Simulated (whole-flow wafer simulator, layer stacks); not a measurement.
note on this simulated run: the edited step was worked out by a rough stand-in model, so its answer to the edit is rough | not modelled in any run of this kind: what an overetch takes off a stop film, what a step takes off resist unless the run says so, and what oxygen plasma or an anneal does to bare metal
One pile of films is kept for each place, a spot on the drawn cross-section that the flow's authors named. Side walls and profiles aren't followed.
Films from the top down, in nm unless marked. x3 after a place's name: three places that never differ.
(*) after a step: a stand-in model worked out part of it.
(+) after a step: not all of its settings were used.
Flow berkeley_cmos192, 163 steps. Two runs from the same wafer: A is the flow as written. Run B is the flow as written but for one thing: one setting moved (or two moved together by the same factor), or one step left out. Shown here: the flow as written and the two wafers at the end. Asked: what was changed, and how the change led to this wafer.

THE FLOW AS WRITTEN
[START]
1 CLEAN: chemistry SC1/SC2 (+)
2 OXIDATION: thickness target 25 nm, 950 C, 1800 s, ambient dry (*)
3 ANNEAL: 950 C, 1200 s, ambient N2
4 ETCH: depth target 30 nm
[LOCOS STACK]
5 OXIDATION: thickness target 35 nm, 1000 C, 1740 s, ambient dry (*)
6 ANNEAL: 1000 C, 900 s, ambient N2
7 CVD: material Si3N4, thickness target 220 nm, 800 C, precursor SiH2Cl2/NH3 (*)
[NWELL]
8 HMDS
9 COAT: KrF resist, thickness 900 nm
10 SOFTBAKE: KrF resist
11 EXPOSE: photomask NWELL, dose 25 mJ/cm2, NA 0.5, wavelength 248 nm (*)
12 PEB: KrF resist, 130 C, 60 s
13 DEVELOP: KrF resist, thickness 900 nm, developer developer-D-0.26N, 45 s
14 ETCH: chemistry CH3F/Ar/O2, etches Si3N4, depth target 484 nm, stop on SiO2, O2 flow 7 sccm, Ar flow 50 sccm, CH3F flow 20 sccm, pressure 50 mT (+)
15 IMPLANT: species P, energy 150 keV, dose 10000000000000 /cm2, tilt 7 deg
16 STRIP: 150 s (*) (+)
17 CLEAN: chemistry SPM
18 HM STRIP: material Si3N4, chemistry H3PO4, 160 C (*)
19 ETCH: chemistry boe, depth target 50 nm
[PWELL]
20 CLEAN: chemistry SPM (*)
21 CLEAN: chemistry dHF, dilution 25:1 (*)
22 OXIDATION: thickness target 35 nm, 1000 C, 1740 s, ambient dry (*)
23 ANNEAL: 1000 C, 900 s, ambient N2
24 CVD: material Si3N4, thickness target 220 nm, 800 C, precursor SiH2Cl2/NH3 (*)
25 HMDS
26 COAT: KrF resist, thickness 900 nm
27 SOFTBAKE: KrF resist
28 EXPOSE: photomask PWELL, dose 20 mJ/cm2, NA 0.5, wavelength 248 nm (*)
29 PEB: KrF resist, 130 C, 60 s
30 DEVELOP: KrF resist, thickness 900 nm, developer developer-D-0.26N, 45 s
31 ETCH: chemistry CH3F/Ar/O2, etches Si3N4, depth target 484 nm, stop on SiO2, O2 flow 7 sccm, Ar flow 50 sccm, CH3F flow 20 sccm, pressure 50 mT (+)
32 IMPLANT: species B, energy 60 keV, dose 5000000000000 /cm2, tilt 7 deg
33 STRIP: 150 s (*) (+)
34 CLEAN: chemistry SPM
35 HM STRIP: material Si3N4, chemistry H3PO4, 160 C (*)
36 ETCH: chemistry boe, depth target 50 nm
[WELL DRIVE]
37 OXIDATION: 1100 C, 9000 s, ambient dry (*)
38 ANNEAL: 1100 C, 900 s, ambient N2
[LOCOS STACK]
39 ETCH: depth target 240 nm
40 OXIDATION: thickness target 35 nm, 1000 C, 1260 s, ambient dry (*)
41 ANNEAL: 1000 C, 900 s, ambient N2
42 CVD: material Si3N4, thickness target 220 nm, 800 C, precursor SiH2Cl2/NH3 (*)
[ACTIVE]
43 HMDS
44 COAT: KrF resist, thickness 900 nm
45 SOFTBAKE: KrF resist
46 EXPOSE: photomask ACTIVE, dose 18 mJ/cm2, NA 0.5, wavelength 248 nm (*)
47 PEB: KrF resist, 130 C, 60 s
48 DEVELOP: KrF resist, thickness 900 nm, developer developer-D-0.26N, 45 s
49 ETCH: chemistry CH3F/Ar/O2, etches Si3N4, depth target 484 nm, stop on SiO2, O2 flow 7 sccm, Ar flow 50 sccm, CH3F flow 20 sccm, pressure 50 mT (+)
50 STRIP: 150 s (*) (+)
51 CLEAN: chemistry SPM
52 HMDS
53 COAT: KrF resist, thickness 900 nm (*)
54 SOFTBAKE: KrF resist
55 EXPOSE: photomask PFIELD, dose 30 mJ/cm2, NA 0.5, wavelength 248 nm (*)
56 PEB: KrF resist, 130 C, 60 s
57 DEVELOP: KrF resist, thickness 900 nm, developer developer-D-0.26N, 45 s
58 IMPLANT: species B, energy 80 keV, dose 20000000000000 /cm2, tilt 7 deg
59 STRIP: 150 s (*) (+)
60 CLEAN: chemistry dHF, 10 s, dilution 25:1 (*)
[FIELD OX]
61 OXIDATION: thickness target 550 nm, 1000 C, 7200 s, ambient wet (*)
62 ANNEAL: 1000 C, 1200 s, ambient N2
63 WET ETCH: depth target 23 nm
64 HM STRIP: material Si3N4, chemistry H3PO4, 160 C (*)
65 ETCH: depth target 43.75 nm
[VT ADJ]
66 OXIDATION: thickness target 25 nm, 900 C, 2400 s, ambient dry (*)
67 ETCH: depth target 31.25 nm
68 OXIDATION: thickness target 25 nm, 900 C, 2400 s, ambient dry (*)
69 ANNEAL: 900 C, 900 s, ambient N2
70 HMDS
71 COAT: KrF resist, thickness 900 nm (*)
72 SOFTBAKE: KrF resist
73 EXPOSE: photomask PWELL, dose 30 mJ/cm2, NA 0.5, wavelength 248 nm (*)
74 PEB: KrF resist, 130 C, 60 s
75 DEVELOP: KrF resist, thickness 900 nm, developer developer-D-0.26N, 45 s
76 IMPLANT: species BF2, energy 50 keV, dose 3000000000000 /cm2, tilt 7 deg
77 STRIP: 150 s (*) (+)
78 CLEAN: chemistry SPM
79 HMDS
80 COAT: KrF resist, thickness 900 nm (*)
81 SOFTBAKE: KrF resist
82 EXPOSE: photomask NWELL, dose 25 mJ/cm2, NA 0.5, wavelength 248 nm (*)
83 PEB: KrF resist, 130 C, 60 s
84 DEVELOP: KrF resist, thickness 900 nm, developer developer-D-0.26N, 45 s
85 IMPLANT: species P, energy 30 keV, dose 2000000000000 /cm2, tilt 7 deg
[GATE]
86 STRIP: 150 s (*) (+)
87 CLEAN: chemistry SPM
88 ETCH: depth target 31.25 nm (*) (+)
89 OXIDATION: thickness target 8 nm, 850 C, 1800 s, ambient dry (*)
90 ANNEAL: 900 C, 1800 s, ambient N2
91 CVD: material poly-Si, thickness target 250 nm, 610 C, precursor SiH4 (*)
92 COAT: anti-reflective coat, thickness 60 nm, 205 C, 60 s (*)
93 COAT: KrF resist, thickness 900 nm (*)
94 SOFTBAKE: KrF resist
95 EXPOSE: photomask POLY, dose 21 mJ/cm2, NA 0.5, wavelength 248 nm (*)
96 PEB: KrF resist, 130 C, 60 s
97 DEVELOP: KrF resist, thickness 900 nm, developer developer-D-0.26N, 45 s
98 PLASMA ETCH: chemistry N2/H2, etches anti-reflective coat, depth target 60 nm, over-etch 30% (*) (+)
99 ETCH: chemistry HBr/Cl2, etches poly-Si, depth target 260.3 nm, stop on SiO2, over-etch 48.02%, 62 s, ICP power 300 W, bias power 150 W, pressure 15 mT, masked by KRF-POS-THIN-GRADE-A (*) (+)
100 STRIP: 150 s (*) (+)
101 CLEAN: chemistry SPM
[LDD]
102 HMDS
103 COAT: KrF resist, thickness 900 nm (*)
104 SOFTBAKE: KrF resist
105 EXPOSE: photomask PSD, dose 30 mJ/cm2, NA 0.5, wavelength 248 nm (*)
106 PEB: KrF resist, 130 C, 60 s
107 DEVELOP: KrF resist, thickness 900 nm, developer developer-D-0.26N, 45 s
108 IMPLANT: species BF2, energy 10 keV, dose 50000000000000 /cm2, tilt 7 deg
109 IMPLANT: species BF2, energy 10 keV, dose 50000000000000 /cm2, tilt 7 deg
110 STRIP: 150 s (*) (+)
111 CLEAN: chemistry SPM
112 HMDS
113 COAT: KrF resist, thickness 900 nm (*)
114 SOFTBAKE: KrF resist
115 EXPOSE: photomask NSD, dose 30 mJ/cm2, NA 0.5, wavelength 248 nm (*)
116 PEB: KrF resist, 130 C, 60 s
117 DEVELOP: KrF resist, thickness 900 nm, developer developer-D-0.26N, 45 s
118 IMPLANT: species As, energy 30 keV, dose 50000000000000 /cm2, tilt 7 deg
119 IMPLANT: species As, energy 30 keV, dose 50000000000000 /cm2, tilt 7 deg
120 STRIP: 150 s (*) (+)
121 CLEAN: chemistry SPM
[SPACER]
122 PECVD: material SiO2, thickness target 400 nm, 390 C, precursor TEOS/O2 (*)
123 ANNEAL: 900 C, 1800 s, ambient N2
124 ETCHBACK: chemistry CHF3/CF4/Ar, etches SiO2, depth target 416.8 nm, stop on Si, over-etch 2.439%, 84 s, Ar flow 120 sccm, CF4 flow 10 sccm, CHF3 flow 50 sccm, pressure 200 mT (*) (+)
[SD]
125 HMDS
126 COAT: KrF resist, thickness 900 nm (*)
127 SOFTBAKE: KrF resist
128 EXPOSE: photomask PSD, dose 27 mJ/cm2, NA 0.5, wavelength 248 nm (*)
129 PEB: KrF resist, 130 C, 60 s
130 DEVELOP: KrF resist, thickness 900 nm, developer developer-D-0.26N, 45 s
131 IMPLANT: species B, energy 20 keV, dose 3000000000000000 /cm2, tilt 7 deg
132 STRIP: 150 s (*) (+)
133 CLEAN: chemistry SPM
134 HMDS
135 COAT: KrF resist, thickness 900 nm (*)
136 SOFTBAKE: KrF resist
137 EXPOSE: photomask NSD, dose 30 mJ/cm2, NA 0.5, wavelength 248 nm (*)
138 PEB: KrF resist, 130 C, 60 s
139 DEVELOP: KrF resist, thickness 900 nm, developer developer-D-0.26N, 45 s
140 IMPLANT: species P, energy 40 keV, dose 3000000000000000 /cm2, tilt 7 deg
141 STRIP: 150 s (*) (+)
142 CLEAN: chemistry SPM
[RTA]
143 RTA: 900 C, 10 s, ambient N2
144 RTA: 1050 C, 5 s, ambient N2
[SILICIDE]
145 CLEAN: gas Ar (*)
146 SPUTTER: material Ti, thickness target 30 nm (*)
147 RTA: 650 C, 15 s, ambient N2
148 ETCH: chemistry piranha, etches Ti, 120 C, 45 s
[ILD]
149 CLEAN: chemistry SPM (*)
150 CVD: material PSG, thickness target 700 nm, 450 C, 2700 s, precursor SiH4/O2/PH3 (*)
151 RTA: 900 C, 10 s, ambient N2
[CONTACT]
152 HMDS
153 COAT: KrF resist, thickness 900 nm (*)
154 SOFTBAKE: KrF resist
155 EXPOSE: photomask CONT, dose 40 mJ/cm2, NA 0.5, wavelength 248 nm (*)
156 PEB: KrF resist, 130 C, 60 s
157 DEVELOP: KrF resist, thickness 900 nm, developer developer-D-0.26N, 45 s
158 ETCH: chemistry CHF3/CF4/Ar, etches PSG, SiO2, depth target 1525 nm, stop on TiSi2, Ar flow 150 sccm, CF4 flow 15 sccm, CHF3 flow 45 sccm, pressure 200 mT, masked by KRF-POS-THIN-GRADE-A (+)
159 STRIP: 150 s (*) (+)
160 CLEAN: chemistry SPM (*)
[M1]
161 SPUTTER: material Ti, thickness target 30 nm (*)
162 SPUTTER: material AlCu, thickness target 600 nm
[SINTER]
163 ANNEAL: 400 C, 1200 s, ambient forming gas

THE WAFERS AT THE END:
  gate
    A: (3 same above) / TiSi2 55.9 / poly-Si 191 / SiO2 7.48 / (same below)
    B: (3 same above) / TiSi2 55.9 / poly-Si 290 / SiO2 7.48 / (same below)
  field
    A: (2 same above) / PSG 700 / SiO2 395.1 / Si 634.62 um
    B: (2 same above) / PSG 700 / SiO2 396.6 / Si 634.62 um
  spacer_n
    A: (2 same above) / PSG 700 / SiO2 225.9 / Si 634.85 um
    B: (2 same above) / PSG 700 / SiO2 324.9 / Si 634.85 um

The cause: step 91, CVD: thickness target 349 nm was run, where the flow has thickness target 250 nm.

How the change led to this, step by step:
  91 CVD: material poly-Si, thickness target 250 nm, 610 C, precursor SiH4 (*)
      field, sd_n, spacer_n and 6 more: A poly-Si +250 (new film) | B poly-Si +349 (new film)
  92 COAT: anti-reflective coat, thickness 60 nm, 205 C, 60 s (*)
      field: A anti-reflective coat +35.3 (new film) | B anti-reflective coat +36.6 (new film)
      sd_n: A anti-reflective coat +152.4 (new film) | B anti-reflective coat +156.8 (new film)
      (and at 1 more place)
  98 PLASMA ETCH: chemistry N2/H2, etches anti-reflective coat, depth target 60 nm, over-etch 30% (*) (+)
      field: A anti-reflective coat -35.3 (all of it), poly-Si -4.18 | B anti-reflective coat -36.6 (all of it), poly-Si -4.29
      sd_n: A anti-reflective coat -152.4 (all of it), poly-Si -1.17 | B anti-reflective coat -156.8 (all of it), poly-Si -1.21
      (and at 1 more place)
  99 ETCH: chemistry HBr/Cl2, etches poly-Si, depth target 260.3 nm, stop on SiO2, over-etch 48.02%, 62 s, ICP power 300 W, bias power 150 W, pressure 15 mT, masked by KRF-POS-THIN-GRADE-A (*) (+)
      field, spacer_n: A poly-Si -245.8 (all of it), SiO2 -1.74 | B poly-Si -344.7 (all of it), SiO2 -0.2
      sd_n: A poly-Si -248.8 (all of it), SiO2 -1.51 | B poly-Si -347.8 (all of it), SiO2 -0.19
      (and at 4 more places)
  103 COAT: KrF resist, thickness 900 nm (*)
      gate: A KrF resist +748 (new film) | B KrF resist +665 (new film)
      gate_p: A KrF resist +744.1 (new film) | B KrF resist +661.1 (new film)
  107 DEVELOP: KrF resist, thickness 900 nm, developer developer-D-0.26N, 45 s
      gate_p: A KrF resist -742.9 (all of it) | B KrF resist -660.1 (all of it)
  110 STRIP: 150 s (*) (+)
      gate: A KrF resist -732.7 (all of it), chemical SiO2 +0.2, poly-Si -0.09 | B KrF resist -649.8 (all of it), chemical SiO2 +0.2, poly-Si -0.09
  113 COAT: KrF resist, thickness 900 nm (*)
      gate: A KrF resist +747.9 (new film) | B KrF resist +664.9 (new film)
      gate_p: A KrF resist +743.9 (new film) | B KrF resist +661 (new film)
  117 DEVELOP: KrF resist, thickness 900 nm, developer developer-D-0.26N, 45 s
      gate: A KrF resist -746.8 (all of it) | B KrF resist -663.9 (all of it)
  120 STRIP: 150 s (*) (+)
      gate_p: A KrF resist -728.6 (all of it), chemical SiO2 +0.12, poly-Si -0.05 | B KrF resist -645.8 (all of it), chemical SiO2 +0.12, poly-Si -0.05
  124 ETCHBACK: chemistry CHF3/CF4/Ar, etches SiO2, depth target 416.8 nm, stop on Si, over-etch 2.439%, 84 s, Ar flow 120 sccm, CF4 flow 10 sccm, CHF3 flow 50 sccm, pressure 200 mT (*) (+)
      spacer_n: A SiO2 -160 | B SiO2 -61.3
      spacer_p: A SiO2 -159.9 | B SiO2 -61.3
  126 COAT: KrF resist, thickness 900 nm (*)
      spacer_n: A KrF resist +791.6 (new film) | B KrF resist +719.4 (new film)
      gate: A KrF resist +771.5 (new film) | B KrF resist +701 (new film)
      (and at 2 more places)
  130 DEVELOP: KrF resist, thickness 900 nm, developer developer-D-0.26N, 45 s
      spacer_p: A KrF resist -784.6 (all of it) | B KrF resist -712.7 (all of it)
      gate_p: A KrF resist -764.3 (all of it) | B KrF resist -694.2 (all of it)
  132 STRIP: 150 s (*) (+)
      spacer_n: A KrF resist -776.1 (all of it) | B KrF resist -704.1 (all of it)
      gate: A chemical SiO2 +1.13 (new film), KrF resist -756.1 (all of it), poly-Si -0.5 | B chemical SiO2 +1.13 (new film), KrF resist -685.8 (all of it), poly-Si -0.5
  135 COAT: KrF resist, thickness 900 nm (*)
      spacer_n: A KrF resist +791.1 (new film) | B KrF resist +719.6 (new film)
      gate: A KrF resist +770.3 (new film) | B KrF resist +700.6 (new film)
      (and at 2 more places)
  139 DEVELOP: KrF resist, thickness 900 nm, developer developer-D-0.26N, 45 s
      spacer_n: A KrF resist -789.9 (all of it) | B KrF resist -718.6 (all of it)
      gate: A KrF resist -769.1 (all of it) | B KrF resist -699.6 (all of it)
  ... 2 more steps ...
  159 STRIP: 150 s (*) (+)
      spacer_n: A KrF resist -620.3 (all of it) | B KrF resist -567.5 (all of it)
      gate: A KrF resist -600.1 (all of it) | B KrF resist -553.9 (all of it)
      (and at 3 more places)
